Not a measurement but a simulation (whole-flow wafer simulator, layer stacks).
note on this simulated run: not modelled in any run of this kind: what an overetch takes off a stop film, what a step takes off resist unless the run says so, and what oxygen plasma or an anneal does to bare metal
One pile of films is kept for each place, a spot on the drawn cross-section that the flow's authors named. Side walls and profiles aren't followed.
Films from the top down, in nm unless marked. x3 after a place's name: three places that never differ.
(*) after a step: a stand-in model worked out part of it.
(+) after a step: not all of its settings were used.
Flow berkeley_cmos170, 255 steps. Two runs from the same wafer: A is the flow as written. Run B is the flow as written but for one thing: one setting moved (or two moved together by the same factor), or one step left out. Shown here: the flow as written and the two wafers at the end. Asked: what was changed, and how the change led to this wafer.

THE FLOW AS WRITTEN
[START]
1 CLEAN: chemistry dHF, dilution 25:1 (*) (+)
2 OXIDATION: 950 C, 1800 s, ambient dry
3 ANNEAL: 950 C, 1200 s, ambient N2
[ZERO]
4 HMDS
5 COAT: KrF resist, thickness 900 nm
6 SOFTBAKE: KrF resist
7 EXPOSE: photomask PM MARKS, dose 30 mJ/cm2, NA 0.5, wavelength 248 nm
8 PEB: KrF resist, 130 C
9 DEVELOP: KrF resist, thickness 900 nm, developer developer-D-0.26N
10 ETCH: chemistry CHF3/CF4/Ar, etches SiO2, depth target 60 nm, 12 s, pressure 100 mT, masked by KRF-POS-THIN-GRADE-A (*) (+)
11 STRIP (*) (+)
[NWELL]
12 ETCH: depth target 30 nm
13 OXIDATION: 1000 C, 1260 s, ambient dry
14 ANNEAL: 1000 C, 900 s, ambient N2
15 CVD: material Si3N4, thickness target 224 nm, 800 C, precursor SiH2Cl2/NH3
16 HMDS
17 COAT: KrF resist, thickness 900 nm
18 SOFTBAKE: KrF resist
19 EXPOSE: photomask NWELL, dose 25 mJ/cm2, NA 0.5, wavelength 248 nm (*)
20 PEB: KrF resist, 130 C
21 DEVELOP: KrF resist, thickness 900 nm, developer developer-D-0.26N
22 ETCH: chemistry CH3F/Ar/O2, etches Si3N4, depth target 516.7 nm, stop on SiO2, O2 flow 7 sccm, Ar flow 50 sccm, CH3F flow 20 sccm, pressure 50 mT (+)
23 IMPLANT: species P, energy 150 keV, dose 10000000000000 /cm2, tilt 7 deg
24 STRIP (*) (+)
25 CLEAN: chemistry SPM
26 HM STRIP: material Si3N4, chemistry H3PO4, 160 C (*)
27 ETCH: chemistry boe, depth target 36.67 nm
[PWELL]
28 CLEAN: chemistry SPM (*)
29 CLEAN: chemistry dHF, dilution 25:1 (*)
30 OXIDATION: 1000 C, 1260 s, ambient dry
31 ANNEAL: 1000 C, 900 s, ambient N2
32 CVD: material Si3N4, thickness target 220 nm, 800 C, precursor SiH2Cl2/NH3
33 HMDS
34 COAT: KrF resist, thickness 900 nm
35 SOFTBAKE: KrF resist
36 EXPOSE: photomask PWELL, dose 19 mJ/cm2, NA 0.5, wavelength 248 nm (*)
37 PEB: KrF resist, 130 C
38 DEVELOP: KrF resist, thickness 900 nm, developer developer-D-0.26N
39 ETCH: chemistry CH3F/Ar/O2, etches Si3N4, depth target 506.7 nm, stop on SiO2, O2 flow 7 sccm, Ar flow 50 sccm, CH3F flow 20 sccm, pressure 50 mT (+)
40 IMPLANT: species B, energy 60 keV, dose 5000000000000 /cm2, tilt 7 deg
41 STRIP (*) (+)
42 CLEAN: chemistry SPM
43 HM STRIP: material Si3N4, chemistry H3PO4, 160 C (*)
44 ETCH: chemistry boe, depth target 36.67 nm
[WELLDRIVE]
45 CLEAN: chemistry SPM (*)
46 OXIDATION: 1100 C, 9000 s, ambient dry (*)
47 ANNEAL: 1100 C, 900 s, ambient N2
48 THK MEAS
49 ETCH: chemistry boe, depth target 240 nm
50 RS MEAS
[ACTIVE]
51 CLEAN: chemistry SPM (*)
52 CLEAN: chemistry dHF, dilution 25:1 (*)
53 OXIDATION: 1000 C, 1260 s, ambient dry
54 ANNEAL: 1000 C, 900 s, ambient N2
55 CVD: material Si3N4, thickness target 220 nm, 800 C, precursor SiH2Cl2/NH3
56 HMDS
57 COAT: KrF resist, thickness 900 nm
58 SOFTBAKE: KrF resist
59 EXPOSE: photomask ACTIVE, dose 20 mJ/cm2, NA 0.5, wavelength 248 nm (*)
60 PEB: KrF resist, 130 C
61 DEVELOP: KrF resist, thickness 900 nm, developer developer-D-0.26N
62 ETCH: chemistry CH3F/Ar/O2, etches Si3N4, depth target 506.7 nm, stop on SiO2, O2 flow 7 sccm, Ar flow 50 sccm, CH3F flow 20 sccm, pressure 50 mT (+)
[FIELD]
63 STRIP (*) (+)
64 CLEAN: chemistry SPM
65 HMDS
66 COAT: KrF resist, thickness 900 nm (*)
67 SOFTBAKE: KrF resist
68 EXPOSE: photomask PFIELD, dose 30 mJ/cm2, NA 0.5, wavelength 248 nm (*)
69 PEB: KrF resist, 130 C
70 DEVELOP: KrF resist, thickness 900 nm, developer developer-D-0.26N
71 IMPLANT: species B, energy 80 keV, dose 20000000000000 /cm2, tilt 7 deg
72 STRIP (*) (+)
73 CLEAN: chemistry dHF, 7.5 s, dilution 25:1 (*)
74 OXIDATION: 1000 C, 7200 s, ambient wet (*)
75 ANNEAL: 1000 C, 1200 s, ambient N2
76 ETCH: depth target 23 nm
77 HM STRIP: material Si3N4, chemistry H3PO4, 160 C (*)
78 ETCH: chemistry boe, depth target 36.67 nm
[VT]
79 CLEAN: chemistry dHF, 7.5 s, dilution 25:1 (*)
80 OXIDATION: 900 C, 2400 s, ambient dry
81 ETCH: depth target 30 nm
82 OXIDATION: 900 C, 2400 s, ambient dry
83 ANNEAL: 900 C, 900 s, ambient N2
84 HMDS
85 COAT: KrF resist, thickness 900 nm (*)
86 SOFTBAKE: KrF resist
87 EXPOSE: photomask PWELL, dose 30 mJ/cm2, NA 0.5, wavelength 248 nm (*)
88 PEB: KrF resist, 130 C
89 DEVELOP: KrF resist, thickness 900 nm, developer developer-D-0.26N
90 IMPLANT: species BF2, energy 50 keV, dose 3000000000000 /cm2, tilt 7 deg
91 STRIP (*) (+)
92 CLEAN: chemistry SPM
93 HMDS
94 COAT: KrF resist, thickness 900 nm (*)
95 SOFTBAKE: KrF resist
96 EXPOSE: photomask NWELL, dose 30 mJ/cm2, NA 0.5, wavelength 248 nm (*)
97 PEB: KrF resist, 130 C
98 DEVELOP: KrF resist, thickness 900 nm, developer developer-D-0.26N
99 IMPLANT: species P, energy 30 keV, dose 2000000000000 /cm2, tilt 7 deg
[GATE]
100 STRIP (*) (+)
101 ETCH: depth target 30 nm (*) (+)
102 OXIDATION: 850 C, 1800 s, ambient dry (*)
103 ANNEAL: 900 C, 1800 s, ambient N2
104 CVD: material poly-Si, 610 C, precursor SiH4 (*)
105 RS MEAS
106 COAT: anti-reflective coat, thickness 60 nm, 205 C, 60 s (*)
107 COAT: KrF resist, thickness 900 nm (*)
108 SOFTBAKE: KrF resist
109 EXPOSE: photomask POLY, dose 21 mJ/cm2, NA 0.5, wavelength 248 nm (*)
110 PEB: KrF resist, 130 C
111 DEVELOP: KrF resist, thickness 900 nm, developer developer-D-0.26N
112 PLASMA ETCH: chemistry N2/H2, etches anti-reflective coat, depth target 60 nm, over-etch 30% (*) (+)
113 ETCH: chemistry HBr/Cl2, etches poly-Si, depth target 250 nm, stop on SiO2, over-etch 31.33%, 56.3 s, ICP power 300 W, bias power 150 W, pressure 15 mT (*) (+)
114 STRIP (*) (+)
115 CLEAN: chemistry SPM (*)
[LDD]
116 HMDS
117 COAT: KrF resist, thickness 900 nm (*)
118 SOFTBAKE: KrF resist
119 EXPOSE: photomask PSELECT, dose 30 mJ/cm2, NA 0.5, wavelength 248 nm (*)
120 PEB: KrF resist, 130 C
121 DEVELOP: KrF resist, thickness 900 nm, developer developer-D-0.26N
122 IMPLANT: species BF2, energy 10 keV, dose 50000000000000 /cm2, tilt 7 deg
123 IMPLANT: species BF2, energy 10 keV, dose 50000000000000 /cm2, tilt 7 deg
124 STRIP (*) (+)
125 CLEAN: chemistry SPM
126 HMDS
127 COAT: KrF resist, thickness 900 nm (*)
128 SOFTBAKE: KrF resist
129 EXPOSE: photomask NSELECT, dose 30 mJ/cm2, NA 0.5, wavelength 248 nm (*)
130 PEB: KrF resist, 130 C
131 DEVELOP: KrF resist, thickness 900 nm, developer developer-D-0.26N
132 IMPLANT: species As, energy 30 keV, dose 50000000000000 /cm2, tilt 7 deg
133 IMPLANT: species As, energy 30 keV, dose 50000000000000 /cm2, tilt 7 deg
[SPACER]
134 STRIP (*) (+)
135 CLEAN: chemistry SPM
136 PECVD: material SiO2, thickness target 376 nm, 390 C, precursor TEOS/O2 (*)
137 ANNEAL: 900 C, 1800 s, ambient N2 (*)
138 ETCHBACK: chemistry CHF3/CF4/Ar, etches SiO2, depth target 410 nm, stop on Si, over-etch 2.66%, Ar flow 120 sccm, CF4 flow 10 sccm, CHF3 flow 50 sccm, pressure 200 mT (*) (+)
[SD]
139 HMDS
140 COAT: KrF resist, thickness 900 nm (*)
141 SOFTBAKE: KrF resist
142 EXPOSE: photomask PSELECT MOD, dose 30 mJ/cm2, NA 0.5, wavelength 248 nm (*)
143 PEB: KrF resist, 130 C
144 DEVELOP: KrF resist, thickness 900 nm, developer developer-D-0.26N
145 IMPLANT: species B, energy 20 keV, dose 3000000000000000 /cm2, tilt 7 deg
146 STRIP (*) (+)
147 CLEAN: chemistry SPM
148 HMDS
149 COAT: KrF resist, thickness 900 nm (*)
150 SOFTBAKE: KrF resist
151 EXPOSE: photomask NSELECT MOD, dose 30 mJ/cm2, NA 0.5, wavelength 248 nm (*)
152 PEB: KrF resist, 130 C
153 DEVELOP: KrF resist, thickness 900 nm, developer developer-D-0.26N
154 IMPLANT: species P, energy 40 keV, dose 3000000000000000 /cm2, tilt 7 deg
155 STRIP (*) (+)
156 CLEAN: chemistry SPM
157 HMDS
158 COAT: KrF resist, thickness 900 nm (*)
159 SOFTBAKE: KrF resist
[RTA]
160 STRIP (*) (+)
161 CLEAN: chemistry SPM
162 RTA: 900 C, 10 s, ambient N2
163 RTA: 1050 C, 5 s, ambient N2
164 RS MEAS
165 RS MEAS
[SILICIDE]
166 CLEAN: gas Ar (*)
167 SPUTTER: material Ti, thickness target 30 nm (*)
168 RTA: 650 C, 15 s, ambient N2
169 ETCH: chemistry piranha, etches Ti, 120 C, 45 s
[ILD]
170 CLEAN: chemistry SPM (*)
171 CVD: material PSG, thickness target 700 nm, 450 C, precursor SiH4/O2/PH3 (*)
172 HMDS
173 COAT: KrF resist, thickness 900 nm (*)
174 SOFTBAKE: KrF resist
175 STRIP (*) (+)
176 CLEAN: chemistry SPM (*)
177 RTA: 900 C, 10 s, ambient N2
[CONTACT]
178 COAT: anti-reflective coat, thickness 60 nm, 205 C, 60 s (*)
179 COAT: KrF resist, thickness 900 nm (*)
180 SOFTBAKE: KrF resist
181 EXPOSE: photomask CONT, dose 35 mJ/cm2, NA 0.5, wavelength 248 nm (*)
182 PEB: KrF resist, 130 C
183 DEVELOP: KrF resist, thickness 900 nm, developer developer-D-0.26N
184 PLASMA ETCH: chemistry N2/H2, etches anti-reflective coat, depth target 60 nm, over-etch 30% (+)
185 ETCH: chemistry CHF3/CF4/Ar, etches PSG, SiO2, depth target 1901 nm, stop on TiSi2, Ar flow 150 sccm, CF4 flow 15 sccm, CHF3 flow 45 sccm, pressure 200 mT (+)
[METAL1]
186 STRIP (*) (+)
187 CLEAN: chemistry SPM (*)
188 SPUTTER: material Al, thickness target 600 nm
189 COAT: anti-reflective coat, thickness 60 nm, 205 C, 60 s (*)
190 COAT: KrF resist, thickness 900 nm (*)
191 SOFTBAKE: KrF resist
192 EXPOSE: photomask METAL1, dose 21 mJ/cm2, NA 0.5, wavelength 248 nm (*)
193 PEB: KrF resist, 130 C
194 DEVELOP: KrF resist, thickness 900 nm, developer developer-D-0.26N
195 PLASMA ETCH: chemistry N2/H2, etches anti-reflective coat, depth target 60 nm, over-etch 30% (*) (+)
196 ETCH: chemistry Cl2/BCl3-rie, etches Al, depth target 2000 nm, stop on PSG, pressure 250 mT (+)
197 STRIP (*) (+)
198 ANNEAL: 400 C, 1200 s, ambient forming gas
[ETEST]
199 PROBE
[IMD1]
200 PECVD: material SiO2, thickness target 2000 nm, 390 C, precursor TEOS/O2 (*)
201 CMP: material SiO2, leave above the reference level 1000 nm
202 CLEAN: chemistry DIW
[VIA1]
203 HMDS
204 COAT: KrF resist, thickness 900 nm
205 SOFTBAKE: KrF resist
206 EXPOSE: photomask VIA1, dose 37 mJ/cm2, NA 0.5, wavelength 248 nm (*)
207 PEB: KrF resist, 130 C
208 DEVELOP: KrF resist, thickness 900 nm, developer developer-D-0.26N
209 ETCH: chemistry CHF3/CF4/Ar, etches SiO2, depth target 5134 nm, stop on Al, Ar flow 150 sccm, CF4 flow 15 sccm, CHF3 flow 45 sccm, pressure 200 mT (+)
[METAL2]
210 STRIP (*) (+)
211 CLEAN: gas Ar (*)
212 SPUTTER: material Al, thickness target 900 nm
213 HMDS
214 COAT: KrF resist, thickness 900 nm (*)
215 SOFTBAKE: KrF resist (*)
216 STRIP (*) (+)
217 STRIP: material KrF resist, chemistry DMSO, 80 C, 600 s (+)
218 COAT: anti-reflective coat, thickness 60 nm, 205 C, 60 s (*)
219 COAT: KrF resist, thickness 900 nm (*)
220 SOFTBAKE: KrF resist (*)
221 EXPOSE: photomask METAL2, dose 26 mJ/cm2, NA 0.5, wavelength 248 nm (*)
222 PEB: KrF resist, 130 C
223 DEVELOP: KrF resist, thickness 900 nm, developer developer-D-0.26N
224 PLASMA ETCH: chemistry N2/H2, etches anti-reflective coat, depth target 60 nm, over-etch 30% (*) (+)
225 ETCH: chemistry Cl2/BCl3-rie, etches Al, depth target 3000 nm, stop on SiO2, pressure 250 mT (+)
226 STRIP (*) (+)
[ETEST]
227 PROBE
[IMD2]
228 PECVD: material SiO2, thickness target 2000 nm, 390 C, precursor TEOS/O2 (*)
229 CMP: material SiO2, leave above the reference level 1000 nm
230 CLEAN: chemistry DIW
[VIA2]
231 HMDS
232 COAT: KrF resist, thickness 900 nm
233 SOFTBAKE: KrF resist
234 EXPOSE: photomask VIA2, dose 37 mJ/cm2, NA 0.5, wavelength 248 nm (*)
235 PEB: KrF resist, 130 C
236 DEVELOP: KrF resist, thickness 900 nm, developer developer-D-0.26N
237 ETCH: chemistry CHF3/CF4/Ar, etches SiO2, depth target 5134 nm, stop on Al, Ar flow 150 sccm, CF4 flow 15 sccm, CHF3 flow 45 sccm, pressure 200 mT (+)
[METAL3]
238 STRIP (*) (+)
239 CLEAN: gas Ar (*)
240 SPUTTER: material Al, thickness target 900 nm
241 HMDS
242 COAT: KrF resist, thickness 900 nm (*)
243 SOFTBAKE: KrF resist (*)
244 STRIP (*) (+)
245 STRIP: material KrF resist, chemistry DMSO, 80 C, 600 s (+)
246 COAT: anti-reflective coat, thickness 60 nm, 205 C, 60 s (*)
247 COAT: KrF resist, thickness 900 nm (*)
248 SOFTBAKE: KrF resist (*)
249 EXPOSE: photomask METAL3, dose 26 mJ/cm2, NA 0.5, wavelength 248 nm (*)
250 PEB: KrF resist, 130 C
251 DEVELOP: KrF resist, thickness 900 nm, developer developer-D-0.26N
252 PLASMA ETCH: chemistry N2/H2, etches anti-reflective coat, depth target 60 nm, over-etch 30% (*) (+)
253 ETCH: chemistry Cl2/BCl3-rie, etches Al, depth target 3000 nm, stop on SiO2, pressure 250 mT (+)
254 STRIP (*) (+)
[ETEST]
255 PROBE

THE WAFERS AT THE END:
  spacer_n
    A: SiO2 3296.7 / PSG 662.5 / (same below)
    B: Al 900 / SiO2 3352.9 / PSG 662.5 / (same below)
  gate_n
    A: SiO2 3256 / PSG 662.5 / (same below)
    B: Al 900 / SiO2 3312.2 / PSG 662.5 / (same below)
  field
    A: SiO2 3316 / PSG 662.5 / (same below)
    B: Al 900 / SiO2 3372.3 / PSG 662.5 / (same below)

The cause: step 253, ETCH: chemistry Cl2/BCl3-rie, etches Al, depth target 3000 nm, stop on SiO2, pressure 250 mT (+), was left out.

How the change led to this, step by step:
  254 STRIP (*) (+)
      contact: A KrF resist -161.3 (all of it), anti-reflective coat -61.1 (all of it) | B KrF resist -836.3 (all of it), anti-reflective coat -61.1 (all of it)
      m1: A KrF resist -158.8 (all of it), anti-reflective coat -41 (all of it) | B KrF resist -833.8 (all of it), anti-reflective coat -41 (all of it)
      (and at 3 more places)
Counting metal films that touch as one body, spacer_n has 1 body; the flow as written gives 0 bodies.
Counting metal films that touch as one body, gate_n has 1 body; the flow as written gives 0 bodies.
Counting metal films that touch as one body, field has 1 body; the flow as written gives 0 bodies.
